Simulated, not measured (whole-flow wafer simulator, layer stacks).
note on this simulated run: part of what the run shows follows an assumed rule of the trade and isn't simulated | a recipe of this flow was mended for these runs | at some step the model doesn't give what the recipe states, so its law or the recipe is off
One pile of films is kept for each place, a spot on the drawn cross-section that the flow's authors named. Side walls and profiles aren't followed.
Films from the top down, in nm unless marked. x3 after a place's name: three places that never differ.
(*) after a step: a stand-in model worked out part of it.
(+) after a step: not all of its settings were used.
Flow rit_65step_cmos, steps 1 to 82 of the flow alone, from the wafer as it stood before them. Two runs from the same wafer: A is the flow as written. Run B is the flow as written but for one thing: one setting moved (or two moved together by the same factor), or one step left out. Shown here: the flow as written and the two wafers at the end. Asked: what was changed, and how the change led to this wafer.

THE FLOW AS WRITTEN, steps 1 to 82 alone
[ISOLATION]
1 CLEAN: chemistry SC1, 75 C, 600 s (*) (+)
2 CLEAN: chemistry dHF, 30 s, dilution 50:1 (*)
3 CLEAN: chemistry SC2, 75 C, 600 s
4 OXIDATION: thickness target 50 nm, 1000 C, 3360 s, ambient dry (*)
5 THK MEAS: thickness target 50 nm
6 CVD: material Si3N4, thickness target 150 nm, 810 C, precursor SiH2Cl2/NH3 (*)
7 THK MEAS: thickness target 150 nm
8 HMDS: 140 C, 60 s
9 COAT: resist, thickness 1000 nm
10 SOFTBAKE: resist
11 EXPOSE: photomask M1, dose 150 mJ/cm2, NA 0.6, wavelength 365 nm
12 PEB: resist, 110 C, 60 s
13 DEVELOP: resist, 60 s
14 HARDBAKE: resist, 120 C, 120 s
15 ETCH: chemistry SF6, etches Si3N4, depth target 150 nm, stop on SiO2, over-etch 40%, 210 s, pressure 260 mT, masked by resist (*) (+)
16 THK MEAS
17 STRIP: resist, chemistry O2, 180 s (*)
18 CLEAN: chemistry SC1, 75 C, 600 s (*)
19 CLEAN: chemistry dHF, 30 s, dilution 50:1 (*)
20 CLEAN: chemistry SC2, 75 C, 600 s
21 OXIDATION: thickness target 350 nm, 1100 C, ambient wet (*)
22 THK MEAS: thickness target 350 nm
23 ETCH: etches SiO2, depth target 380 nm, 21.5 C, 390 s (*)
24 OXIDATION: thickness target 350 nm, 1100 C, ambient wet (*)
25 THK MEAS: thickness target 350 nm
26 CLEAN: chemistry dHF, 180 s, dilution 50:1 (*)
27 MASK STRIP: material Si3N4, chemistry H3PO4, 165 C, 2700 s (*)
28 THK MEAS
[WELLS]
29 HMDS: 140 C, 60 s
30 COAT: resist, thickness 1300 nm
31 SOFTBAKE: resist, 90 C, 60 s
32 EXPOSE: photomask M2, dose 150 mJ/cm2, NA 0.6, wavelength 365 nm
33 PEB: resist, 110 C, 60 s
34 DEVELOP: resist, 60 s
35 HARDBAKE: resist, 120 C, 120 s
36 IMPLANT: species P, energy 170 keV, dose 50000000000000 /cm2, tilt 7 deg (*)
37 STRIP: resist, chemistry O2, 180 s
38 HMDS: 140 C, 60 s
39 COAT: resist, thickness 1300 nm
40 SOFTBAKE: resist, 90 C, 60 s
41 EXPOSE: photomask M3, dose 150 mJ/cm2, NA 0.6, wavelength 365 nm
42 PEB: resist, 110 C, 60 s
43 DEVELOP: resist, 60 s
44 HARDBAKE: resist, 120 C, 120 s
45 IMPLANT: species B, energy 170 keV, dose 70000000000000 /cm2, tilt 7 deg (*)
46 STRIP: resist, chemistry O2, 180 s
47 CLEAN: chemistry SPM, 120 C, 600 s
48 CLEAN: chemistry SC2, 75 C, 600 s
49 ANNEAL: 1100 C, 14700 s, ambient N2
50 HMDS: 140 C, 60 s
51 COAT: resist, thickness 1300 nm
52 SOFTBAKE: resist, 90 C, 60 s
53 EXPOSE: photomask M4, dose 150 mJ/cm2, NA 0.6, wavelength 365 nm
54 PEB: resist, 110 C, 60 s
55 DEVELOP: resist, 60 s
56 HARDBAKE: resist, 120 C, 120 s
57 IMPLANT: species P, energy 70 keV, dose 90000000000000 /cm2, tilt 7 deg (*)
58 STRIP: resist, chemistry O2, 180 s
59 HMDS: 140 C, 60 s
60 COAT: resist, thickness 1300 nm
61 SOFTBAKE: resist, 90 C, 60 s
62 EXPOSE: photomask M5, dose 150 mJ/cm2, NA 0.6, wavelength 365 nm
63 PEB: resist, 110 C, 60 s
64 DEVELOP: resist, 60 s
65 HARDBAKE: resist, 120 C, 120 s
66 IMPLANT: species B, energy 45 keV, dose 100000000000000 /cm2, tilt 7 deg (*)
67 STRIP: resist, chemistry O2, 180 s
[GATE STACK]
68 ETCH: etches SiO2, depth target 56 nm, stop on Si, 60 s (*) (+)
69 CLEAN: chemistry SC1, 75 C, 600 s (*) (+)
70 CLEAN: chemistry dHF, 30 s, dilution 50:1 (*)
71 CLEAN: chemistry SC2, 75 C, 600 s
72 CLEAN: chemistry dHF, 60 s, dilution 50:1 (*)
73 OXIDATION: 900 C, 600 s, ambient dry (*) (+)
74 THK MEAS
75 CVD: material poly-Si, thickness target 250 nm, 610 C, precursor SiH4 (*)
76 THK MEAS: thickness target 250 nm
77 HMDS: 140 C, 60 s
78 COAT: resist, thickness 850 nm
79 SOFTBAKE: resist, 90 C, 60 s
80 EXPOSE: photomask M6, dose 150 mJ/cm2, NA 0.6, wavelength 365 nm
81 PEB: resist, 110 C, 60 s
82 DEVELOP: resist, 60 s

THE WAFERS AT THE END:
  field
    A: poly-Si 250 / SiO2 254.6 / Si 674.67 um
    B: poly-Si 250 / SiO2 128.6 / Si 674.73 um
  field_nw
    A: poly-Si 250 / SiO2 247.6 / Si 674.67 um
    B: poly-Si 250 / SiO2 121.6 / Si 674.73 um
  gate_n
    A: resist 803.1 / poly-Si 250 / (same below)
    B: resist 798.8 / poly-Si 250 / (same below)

The cause: step 24, OXIDATION: thickness target 224 nm was run, where the flow has thickness target 350 nm.

How the change led to this, step by step:
  24 OXIDATION: thickness target 350 nm, 1100 C, ambient wet (*)
      active_n, active_p, gate_n and 7 more: A SiO2 +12 (new film), Si3N4 -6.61 | B SiO2 +6.65 (new film), Si3N4 -3.67
      field, field_pw, field_nw, field_p: A SiO2 +350 (new film), Si -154 | B SiO2 +224 (new film), Si -98.6
  26 CLEAN: chemistry dHF, 180 s, dilution 50:1 (*)
      active_n, active_p, gate_n and 7 more: A SiO2 -12 (all of it), Si3N4 -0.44 | B SiO2 -6.65 (all of it), Si3N4 -0.93
  30 COAT: resist, thickness 1300 nm
      field_pw, field_nw: A resist +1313 (new film) | B resist +1351.7 (new film)
      field: A resist +1315.7 (new film) | B resist +1368.6 (new film)
      (and at 1 more place)
  33 PEB: resist, 110 C, 60 s
      field, field_p: A resist -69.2 | B resist -72.2
      field_pw, field_nw: A resist -69.1 | B resist -71.1
  34 DEVELOP: resist, 60 s
      field_nw: A resist -1243.9 (all of it) | B resist -1280.6 (all of it)
      field_p: A resist -1246.5 (all of it) | B resist -1296.2 (all of it)
  35 HARDBAKE: resist, 120 C, 120 s
      field: A resist -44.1 | B resist -46.1
      field_pw: A resist -44 | B resist -45.3
  37 STRIP: resist, chemistry O2, 180 s
      field: A resist -1202.4 (all of it) | B resist -1250.3 (all of it)
      field_pw: A resist -1199.9 (all of it) | B resist -1235.3 (all of it)
  39 COAT: resist, thickness 1300 nm
      field_pw, field_nw: A resist +1313 (new film) | B resist +1351.7 (new film)
      field: A resist +1315.7 (new film) | B resist +1368.6 (new film)
      (and at 1 more place)
  42 PEB: resist, 110 C, 60 s
      field, field_p: A resist -69.2 | B resist -72.2
      field_pw, field_nw: A resist -69.1 | B resist -71.1
  43 DEVELOP: resist, 60 s
      field: A resist -1246.5 (all of it) | B resist -1296.4 (all of it)
      field_pw: A resist -1243.9 (all of it) | B resist -1280.6 (all of it)
  44 HARDBAKE: resist, 120 C, 120 s
      field_nw: A resist -44 | B resist -45.3
      field_p: A resist -44.1 | B resist -46.1
  46 STRIP: resist, chemistry O2, 180 s
      field_nw: A resist -1199.9 (all of it) | B resist -1235.3 (all of it)
      field_p: A resist -1202.3 (all of it) | B resist -1250.1 (all of it)
  51 COAT: resist, thickness 1300 nm
      field_pw, field_nw: A resist +1313 (new film) | B resist +1351.7 (new film)
      field: A resist +1315.7 (new film) | B resist +1368.6 (new film)
      (and at 1 more place)
  54 PEB: resist, 110 C, 60 s
      field, field_p: A resist -69.2 | B resist -72.2
      field_pw, field_nw: A resist -69.1 | B resist -71.1
  55 DEVELOP: resist, 60 s
      field_nw: A resist -1243.9 (all of it) | B resist -1280.6 (all of it)
      field_p: A resist -1246.5 (all of it) | B resist -1296.2 (all of it)
  56 HARDBAKE: resist, 120 C, 120 s
      field: A resist -44.1 | B resist -46.1
      field_pw: A resist -44 | B resist -45.3
  ... 8 more steps ...
  82 DEVELOP: resist, 60 s
      field: A resist -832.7 (all of it) | B resist -881.5 (all of it)
      field_pw: A resist -826 (all of it) | B resist -860.2 (all of it)
      (and at 2 more places)
